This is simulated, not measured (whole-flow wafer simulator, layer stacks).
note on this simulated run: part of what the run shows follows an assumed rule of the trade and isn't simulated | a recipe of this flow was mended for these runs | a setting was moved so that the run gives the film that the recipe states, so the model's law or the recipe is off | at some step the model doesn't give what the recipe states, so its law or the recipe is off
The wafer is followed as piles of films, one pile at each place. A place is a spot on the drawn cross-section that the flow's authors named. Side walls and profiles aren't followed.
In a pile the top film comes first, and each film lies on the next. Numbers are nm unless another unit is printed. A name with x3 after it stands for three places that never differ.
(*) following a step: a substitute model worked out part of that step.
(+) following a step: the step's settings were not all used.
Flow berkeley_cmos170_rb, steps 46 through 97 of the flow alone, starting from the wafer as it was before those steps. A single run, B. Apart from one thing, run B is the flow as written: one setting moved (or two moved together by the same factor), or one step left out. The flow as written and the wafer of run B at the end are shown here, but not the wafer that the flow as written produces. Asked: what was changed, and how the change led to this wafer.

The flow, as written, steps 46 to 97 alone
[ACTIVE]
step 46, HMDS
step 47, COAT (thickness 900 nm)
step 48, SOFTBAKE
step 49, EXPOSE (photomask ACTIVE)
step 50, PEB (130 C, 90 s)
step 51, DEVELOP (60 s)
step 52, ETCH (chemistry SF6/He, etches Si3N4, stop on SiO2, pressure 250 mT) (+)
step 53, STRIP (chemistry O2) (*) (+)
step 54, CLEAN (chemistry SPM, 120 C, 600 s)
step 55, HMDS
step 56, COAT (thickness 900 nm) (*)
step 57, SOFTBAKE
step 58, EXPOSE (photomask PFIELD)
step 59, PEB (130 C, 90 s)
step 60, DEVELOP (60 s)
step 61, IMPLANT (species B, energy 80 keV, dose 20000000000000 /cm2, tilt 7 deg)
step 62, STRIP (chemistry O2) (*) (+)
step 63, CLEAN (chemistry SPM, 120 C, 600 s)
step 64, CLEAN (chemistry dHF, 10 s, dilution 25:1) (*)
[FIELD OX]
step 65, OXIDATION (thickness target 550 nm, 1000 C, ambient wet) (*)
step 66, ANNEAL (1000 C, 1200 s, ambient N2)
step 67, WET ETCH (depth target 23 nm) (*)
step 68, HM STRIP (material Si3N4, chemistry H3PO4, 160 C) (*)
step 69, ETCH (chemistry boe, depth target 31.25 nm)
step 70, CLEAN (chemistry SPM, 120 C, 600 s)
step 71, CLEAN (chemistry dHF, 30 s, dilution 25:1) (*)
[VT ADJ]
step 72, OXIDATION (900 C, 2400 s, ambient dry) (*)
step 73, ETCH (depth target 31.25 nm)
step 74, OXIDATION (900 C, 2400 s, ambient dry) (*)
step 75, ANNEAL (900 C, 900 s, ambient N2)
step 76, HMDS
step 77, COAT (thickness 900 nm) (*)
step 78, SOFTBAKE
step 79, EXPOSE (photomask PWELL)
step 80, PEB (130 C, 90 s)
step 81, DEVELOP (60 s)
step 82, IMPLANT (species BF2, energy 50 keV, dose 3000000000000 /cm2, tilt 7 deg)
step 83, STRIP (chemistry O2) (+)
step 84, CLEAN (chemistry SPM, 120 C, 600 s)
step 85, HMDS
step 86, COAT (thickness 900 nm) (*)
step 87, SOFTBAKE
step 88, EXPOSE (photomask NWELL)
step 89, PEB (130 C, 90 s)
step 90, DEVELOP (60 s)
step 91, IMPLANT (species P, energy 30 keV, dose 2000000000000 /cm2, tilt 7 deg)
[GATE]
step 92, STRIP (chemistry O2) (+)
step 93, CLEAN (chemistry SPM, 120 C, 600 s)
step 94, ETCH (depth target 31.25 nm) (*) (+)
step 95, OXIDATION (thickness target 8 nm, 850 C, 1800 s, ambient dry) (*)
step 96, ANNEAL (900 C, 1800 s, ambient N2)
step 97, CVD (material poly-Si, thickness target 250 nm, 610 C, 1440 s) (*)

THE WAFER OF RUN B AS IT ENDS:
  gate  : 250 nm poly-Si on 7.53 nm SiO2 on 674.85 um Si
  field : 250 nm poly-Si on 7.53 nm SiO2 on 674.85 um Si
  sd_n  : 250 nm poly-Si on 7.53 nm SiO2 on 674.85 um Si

The reason: step 52, ETCH: chemistry SF6/He, etches Si3N4, stop on SiO2, pressure 250 mT (+), was not run.

How this came from the change, step by step:
  step 53, STRIP (chemistry O2) (*) (+)
      sd_n, spacer_n, gate, sd_p, spacer_p, gate_p, contact, m1: KrF-resist loses 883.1 (all of it) (in the flow as written it would be: KrF-resist loses 620 (all of it))
  step 56, COAT (thickness 900 nm) (*)
      field: KrF-resist gains 900 (new film) (in the flow as written it would be: KrF-resist gains 962.5 (new film))
      sd_n: KrF-resist gains 900 (new film) (in the flow as written it would be: KrF-resist gains 782.7 (new film))
      (also at 7 further places)
  step 60, DEVELOP (60 s)
      field: KrF-resist loses 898 (all of it) (in the flow as written it would be: KrF-resist loses 960.3 (all of it))
  step 62, STRIP (chemistry O2) (*) (+)
      sd_n: KrF-resist loses 883.1 (all of it) (in the flow as written it would be: KrF-resist loses 766.1 (all of it))
      spacer_n: KrF-resist loses 883.1 (all of it) (in the flow as written it would be: KrF-resist loses 799.5 (all of it))
      (also at 6 further places)
  step 64, CLEAN (chemistry dHF, 10 s, dilution 25:1) (*)
      field: Si3N4 loses 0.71 (in the flow as written it would be: SiO2 loses 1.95)
  step 65, OXIDATION (thickness target 550 nm, 1000 C, ambient wet) (*)
      field: SiO2 gains 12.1 (new film), Si3N4 loses 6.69 (in the flow as written it would be: SiO2 gains 544.3, Si loses 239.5)
      sd_n: SiO2 gains 12.1 (new film), Si3N4 loses 6.69 (in the flow as written it would be: SiO2 gains 12.1 (new film), Si3N4 loses 6.69, SiO2 gains 1.54, Si loses 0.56)
      (also at 2 further places)
  step 67, WET ETCH (depth target 23 nm) (*)
      field: SiO2 loses 12.1 (all of it), Si3N4 loses 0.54 (in the flow as written it would be: SiO2 loses 23)
  step 68, HM STRIP (material Si3N4, chemistry H3PO4, 160 C) (*)
      field: Si3N4 loses 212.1 (all of it), SiO2 loses 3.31 (in the flow as written it would be: SiO2 loses 9.95)
  step 69, ETCH (chemistry boe, depth target 31.25 nm)
      field: SiO2 loses 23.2 (all of it) (in the flow as written it would be: SiO2 loses 31.3)
      sd_n: SiO2 loses 23.2 (all of it) (in the flow as written it would be: SiO2 loses 24.8 (all of it))
  step 70, CLEAN (chemistry SPM, 120 C, 600 s)
      field: chemical SiO2 gains 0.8 (new film), Si loses 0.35 (in the flow as written it would be: nothing)
  step 71, CLEAN (chemistry dHF, 30 s, dilution 25:1) (*)
      field: chemical SiO2 loses 0.8 (all of it) (in the flow as written it would be: SiO2 loses 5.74)
  step 72, OXIDATION (900 C, 2400 s, ambient dry) (*)
      field: SiO2 gains 15 (new film), Si loses 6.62 (in the flow as written it would be: SiO2 gains 1.61, Si loses 0.71)
  step 73, ETCH (depth target 31.25 nm)
      field: SiO2 loses 15 (all of it) (in the flow as written it would be: SiO2 loses 31.2)
  step 74, OXIDATION (900 C, 2400 s, ambient dry) (*)
      field: SiO2 gains 15 (new film), Si loses 6.62 (in the flow as written it would be: SiO2 gains 1.69, Si loses 0.74)
  step 77, COAT (thickness 900 nm) (*)
      field: KrF-resist gains 900 (new film) (in the flow as written it would be: KrF-resist gains 841.8 (new film))
      sd_n: KrF-resist gains 900 (new film) (in the flow as written it would be: KrF-resist gains 1014.8 (new film))
      (also at 7 further places)
  step 81, DEVELOP (60 s)
      spacer_n, gate: KrF-resist loses 898 (all of it) (in the flow as written it would be: KrF-resist loses 976.9 (all of it))
      field: KrF-resist loses 898 (all of it) (in the flow as written it would be: KrF-resist loses 839.9 (all of it))
      (also at 3 further places)
  ... another 5 steps ...
  step 95, OXIDATION (thickness target 8 nm, 850 C, 1800 s, ambient dry) (*)
      field: SiO2 gains 7.53 (new film), Si loses 3.31 (in the flow as written it would be: SiO2 gains 0.52, Si loses 0.23)
